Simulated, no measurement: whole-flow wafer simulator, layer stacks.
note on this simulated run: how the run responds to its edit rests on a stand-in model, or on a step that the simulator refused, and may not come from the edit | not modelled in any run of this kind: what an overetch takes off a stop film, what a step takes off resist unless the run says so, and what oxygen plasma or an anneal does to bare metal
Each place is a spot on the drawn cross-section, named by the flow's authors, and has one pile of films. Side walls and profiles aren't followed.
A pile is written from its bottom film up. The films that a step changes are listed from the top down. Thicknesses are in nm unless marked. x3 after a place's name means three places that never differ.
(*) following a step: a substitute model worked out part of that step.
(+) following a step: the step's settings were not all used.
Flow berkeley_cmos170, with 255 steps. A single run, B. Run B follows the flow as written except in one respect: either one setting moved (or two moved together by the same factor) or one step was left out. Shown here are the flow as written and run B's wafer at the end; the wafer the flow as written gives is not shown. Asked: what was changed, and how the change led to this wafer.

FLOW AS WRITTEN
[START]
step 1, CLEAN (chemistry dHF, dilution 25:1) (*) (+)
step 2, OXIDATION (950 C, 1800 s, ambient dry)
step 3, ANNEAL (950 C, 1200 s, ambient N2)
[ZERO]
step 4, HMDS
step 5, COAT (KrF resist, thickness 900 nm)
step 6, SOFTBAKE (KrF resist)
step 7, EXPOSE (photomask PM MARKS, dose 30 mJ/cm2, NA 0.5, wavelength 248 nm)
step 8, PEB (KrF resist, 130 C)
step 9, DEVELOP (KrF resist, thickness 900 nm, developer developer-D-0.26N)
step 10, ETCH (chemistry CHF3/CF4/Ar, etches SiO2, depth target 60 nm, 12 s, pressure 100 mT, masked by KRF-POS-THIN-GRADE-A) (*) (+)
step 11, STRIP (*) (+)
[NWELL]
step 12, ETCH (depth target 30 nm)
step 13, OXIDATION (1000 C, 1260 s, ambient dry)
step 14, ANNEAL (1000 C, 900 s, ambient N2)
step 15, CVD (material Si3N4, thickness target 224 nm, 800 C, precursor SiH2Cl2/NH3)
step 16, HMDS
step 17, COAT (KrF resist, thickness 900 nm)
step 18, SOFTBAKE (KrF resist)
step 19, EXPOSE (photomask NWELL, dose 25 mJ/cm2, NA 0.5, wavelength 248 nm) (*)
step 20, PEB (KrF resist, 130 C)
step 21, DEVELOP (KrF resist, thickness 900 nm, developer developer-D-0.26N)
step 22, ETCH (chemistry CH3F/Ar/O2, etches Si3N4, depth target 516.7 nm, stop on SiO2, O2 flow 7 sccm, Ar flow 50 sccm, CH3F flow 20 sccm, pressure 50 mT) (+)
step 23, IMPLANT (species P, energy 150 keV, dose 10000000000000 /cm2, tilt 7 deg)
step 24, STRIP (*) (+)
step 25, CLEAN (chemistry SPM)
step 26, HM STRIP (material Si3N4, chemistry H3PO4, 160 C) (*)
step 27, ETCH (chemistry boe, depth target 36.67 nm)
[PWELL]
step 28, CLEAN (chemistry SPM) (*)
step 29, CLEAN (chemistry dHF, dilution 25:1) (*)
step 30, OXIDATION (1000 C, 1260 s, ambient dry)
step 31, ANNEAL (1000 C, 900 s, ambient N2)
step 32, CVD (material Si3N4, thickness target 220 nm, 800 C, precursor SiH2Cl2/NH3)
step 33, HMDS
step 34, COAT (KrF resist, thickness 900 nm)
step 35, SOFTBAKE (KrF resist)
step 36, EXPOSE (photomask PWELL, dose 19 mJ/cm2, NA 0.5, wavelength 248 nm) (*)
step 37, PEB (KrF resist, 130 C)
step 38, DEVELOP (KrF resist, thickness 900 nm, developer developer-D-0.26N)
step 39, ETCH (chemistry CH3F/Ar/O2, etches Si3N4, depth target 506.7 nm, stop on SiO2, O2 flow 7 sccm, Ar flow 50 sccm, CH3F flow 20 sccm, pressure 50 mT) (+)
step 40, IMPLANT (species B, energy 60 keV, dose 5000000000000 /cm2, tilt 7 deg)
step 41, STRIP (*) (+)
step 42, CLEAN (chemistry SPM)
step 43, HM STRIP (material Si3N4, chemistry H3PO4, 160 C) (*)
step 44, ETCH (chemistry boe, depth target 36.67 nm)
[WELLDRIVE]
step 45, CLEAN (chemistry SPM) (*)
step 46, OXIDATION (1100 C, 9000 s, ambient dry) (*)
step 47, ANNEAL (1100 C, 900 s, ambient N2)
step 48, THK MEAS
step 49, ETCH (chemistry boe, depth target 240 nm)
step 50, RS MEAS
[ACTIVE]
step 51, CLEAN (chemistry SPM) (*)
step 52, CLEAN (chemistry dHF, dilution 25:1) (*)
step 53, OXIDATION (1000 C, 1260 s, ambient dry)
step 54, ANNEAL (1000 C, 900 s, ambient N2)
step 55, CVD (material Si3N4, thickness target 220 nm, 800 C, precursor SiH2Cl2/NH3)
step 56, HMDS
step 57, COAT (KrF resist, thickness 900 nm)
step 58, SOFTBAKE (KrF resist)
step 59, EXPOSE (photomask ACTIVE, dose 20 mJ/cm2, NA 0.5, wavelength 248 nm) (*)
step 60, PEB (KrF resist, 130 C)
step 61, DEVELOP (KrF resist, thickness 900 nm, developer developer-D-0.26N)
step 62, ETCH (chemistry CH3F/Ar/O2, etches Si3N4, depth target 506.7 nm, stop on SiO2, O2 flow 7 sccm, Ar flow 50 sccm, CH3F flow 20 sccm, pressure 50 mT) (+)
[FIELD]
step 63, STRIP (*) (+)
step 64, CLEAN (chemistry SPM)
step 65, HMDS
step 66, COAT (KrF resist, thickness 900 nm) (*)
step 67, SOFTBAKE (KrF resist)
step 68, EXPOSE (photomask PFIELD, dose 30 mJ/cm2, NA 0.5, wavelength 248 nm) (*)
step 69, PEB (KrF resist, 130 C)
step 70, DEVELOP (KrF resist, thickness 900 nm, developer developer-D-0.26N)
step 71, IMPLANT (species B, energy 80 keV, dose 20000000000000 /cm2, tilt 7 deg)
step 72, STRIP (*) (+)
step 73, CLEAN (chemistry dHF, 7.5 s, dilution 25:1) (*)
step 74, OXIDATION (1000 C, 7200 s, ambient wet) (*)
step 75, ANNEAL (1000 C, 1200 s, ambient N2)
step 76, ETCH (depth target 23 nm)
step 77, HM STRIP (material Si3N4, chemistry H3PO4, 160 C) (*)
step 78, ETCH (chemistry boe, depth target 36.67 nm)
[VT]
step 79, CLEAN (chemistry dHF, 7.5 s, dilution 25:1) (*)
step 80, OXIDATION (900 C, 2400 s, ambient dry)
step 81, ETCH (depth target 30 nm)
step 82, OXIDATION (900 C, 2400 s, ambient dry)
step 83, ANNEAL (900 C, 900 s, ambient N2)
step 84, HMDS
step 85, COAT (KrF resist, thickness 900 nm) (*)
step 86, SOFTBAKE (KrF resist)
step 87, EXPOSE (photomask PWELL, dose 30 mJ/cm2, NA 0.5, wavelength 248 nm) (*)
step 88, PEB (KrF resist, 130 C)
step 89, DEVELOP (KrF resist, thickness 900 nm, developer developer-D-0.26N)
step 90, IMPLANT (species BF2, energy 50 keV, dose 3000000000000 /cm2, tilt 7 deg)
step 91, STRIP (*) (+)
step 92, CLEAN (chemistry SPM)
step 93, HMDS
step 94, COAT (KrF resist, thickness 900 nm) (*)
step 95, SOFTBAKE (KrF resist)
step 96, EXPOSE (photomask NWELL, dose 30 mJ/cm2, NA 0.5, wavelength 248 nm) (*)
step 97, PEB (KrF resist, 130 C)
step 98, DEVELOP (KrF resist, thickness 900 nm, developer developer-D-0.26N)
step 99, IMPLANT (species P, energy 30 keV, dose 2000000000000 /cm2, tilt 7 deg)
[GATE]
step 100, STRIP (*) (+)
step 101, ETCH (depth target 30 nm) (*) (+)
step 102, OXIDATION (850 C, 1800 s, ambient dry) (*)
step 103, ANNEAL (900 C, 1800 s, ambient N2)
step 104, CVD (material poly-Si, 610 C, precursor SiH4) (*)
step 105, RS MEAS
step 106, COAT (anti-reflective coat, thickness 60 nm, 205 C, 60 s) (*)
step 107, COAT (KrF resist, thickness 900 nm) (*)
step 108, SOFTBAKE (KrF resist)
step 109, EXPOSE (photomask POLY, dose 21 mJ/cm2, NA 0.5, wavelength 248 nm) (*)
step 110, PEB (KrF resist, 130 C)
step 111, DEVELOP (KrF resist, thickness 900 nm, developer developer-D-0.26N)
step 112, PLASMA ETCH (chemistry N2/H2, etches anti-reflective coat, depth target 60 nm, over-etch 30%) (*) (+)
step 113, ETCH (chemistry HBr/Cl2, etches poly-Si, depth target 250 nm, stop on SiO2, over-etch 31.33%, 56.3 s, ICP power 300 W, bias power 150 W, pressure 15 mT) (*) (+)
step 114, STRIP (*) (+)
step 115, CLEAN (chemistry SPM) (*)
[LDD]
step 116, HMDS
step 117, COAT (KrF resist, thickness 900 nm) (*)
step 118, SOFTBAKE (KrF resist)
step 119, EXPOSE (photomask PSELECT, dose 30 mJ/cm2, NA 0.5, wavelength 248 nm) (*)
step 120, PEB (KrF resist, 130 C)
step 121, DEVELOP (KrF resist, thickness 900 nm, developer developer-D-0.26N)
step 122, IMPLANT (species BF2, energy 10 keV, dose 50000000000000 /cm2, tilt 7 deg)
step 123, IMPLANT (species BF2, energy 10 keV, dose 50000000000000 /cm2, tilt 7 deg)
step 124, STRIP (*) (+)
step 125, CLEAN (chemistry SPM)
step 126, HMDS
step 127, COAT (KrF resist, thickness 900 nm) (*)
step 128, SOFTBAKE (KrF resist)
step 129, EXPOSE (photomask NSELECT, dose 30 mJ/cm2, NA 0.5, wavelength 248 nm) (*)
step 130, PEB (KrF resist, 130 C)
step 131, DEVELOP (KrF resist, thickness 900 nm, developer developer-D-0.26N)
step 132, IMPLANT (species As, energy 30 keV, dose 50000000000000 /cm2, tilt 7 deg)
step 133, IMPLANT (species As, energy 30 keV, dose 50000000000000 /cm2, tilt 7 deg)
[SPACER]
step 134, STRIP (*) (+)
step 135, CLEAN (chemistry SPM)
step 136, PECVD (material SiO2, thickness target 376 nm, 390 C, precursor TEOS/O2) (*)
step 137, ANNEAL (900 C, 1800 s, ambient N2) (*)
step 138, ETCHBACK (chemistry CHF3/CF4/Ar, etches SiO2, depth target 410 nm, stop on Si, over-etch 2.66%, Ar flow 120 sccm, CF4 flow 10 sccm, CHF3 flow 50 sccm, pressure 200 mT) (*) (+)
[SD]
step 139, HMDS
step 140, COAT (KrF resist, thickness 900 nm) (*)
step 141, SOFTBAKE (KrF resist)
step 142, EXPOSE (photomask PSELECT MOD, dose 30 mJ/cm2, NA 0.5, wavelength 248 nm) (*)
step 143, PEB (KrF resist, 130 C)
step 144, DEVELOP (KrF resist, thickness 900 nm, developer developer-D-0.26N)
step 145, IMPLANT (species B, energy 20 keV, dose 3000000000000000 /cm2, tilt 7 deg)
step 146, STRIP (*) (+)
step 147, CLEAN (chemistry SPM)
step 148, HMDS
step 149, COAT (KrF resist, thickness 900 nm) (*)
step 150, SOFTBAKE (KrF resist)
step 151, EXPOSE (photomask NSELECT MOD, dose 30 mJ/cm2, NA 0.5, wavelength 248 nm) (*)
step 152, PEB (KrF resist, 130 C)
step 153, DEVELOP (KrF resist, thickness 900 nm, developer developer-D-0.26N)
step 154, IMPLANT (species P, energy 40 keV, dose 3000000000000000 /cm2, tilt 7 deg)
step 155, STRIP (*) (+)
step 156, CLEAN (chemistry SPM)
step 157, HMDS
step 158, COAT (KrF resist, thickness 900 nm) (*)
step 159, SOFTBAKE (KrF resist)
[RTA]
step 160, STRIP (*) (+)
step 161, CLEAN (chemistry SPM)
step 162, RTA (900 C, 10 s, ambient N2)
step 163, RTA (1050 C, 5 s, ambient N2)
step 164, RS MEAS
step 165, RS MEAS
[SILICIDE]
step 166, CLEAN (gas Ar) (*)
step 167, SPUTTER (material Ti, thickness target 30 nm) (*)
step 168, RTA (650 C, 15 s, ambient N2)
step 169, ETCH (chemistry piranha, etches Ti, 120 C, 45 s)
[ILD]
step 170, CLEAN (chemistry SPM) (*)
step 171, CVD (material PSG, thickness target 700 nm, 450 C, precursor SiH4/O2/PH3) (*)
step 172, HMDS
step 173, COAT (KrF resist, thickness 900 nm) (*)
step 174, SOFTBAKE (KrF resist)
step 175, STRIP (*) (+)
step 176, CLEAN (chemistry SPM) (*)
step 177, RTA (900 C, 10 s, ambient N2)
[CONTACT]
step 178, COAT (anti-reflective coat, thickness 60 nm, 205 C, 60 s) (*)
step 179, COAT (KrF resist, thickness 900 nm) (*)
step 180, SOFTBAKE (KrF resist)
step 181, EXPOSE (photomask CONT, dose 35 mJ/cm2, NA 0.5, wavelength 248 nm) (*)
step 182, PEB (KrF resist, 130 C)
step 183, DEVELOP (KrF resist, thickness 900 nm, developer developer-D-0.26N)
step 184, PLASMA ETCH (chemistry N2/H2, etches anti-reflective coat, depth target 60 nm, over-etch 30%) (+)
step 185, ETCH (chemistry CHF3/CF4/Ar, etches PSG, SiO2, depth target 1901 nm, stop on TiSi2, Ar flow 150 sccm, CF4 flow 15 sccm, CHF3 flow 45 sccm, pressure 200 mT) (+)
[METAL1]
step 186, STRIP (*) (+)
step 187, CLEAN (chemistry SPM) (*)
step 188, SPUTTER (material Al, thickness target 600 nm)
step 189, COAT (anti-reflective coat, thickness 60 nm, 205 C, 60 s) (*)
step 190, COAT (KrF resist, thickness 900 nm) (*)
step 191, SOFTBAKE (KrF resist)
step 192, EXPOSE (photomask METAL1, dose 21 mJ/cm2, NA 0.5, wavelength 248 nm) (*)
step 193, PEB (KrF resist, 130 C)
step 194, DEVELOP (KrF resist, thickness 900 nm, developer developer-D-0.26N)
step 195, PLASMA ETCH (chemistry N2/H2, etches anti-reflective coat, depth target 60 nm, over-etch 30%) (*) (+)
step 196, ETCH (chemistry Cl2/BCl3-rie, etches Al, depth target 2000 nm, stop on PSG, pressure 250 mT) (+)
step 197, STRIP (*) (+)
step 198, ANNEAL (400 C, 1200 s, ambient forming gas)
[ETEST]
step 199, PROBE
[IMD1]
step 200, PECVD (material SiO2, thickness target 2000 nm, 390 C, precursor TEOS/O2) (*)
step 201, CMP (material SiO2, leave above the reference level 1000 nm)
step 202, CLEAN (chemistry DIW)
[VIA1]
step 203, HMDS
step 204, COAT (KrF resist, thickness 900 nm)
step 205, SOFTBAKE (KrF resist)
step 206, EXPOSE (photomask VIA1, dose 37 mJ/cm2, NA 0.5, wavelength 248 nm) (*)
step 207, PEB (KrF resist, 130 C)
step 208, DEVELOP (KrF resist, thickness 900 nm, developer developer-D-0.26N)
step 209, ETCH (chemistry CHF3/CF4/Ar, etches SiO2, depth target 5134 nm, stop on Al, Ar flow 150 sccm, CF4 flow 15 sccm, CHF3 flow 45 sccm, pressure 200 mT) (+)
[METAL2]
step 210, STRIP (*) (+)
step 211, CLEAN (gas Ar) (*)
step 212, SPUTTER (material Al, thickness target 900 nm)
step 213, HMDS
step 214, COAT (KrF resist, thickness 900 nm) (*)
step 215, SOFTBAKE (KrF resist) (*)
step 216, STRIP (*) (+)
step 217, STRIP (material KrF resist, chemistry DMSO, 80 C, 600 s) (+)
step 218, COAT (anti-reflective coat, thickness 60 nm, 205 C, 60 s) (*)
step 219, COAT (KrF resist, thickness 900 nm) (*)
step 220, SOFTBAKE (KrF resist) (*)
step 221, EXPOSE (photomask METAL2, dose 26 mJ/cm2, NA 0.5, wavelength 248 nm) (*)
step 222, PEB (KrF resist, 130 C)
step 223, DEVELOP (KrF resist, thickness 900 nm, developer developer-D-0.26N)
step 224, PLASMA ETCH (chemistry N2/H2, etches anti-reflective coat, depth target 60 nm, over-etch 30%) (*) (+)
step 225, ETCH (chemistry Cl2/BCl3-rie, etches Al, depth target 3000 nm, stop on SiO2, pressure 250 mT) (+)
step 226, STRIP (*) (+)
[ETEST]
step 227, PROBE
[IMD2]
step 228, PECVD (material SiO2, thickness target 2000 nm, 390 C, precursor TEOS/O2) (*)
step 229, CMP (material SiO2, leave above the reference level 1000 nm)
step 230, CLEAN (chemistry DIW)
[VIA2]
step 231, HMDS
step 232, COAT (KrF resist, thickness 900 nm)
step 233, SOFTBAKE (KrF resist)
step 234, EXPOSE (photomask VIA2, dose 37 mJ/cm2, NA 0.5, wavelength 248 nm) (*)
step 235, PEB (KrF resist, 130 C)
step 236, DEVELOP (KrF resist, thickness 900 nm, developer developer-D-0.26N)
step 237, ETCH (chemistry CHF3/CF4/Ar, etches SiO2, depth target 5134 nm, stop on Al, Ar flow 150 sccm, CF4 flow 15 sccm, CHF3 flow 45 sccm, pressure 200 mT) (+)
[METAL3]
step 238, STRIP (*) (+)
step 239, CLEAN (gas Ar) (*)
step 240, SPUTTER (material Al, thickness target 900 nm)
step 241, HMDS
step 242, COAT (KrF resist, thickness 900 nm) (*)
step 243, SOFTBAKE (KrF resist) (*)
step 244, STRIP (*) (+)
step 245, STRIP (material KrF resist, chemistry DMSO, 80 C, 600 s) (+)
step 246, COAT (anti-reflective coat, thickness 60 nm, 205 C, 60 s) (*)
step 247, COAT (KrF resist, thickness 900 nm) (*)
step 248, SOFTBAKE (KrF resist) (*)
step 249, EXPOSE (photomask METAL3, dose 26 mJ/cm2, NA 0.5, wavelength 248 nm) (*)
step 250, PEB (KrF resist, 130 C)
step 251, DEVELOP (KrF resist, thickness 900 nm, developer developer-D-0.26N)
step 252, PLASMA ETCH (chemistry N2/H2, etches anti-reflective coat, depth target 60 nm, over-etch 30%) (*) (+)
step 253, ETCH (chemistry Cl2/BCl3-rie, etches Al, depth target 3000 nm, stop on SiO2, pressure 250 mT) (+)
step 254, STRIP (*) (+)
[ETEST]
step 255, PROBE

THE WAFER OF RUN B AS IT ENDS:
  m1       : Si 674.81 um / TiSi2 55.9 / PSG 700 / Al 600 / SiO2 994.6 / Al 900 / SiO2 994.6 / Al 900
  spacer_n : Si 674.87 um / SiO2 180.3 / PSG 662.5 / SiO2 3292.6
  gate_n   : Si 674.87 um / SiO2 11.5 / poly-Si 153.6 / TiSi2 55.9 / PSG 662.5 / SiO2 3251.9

The reason: step 49, ETCH: depth target 120 nm was run, while the flow as written has depth target 240 nm.

How this came from the change, step by step:
  step 49, ETCH (chemistry boe, depth target 240 nm)
      field, sd_n, spacer_n and 9 more: SiO2 loses 120 (in the flow as written it would be: SiO2 loses 197.7 (all of it))
  step 51, CLEAN (chemistry SPM) (*)
      field, sd_n, spacer_n and 9 more: nothing (in the flow as written it would be: chemical SiO2 gains 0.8 (new film), Si loses 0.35)
  step 52, CLEAN (chemistry dHF, dilution 25:1) (*)
      field, sd_n, spacer_n and 9 more: nothing (in the flow as written it would be: chemical SiO2 loses 0.8 (all of it))
  step 53, OXIDATION (1000 C, 1260 s, ambient dry)
      field, sd_n, spacer_n and 9 more: SiO2 gains 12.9, Si loses 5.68 (in the flow as written it would be: SiO2 gains 26.6 (new film), Si loses 11.7)
  step 74, OXIDATION (1000 C, 7200 s, ambient wet) (*)
      spacer_p: SiO2 gains 12.1 (new film), Si3N4 loses 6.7, SiO2 gains 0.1 (in the flow as written it would be: SiO2 gains 12.1 (new film), Si3N4 loses 6.7)
      contact: SiO2 gains 12.1 (new film), Si3N4 loses 6.7, SiO2 gains 0.19, Si loses 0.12 (in the flow as written it would be: SiO2 gains 12.1 (new film), Si3N4 loses 6.7)
      (also at 3 further places)
  step 78, ETCH (chemistry boe, depth target 36.67 nm)
      sd_n, spacer_n, gate_n and 8 more: SiO2 loses 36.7 (in the flow as written it would be: SiO2 loses 24.6 (all of it))
  step 79, CLEAN (chemistry dHF, 7.5 s, dilution 25:1) (*)
      sd_n, spacer_n, gate_n and 8 more: SiO2 loses 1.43 (in the flow as written it would be: nothing)
  step 80, OXIDATION (900 C, 2400 s, ambient dry)
      spacer_n, gate_n, spacer_p and 6 more: SiO2 gains 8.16, Si loses 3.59 (in the flow as written it would be: SiO2 gains 14.9 (new film), Si loses 6.57)
      sd_n, sd_p: SiO2 gains 7.58, Si loses 3.34 (in the flow as written it would be: SiO2 gains 14.9 (new film), Si loses 6.57)
  step 81, ETCH (depth target 30 nm)
      sd_n, spacer_n, gate_n and 8 more: SiO2 loses 30 (in the flow as written it would be: SiO2 loses 14.9 (all of it))
  step 82, OXIDATION (900 C, 2400 s, ambient dry)
      spacer_n, gate_n, spacer_p, gate_p, m1, via1, m2, via2: SiO2 gains 7.97, Si loses 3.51 (in the flow as written it would be: SiO2 gains 14.9 (new film), Si loses 6.57)
      sd_n, sd_p: SiO2 gains 7.38, Si loses 3.25 (in the flow as written it would be: SiO2 gains 14.9 (new film), Si loses 6.57)
      (also at 1 further place)
  step 101, ETCH (depth target 30 nm) (*) (+)
      sd_n, spacer_n, gate_n and 8 more: SiO2 loses 30 (in the flow as written it would be: SiO2 loses 14.9 (all of it))
  step 102, OXIDATION (850 C, 1800 s, ambient dry) (*)
      gate_n, gate_p, m1, via1, m2, via2: SiO2 gains 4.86, Si loses 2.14 (in the flow as written it would be: SiO2 gains 7.48 (new film), Si loses 3.29)
      sd_n, sd_p: SiO2 gains 3.74, Si loses 1.64 (in the flow as written it would be: SiO2 gains 7.48 (new film), Si loses 3.29)
      (also at 3 further places)
  step 106, COAT (anti-reflective coat, thickness 60 nm, 205 C, 60 s) (*)
      sd_n: anti-reflective coat gains 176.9 (new film) (in the flow as written it would be: anti-reflective coat gains 158.6 (new film))
      spacer_n: anti-reflective coat gains 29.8 (new film) (in the flow as written it would be: anti-reflective coat gains 31.5 (new film))
      (also at 7 further places)
  step 107, COAT (KrF resist, thickness 900 nm) (*)
      spacer_n: KrF resist gains 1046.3 (new film) (in the flow as written it would be: KrF resist gains 1024.8 (new film))
      gate_n: KrF resist gains 1049.2 (new film) (in the flow as written it would be: KrF resist gains 1027.4 (new film))
  step 111, DEVELOP (KrF resist, thickness 900 nm, developer developer-D-0.26N)
      spacer_n: KrF resist loses 1044.5 (all of it) (in the flow as written it would be: KrF resist loses 1023.1 (all of it))
  step 112, PLASMA ETCH (chemistry N2/H2, etches anti-reflective coat, depth target 60 nm, over-etch 30%) (*) (+)
      field: anti-reflective coat loses 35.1 (all of it), poly-Si loses 5 (in the flow as written it would be: anti-reflective coat loses 34.7 (all of it), poly-Si loses 4.4)
      sd_n: anti-reflective coat loses 176.9 (all of it), poly-Si loses 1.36 (in the flow as written it would be: anti-reflective coat loses 158.6 (all of it), poly-Si loses 1.22)
      (also at 8 further places)
  ... 19 further steps ...
  step 201, CMP (material SiO2, leave above the reference level 1000 nm)
      field: SiO2 loses 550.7 (in the flow as written it would be: SiO2 loses 517)
      sd_p: SiO2 loses 328.4 (in the flow as written it would be: SiO2 loses 335.3)
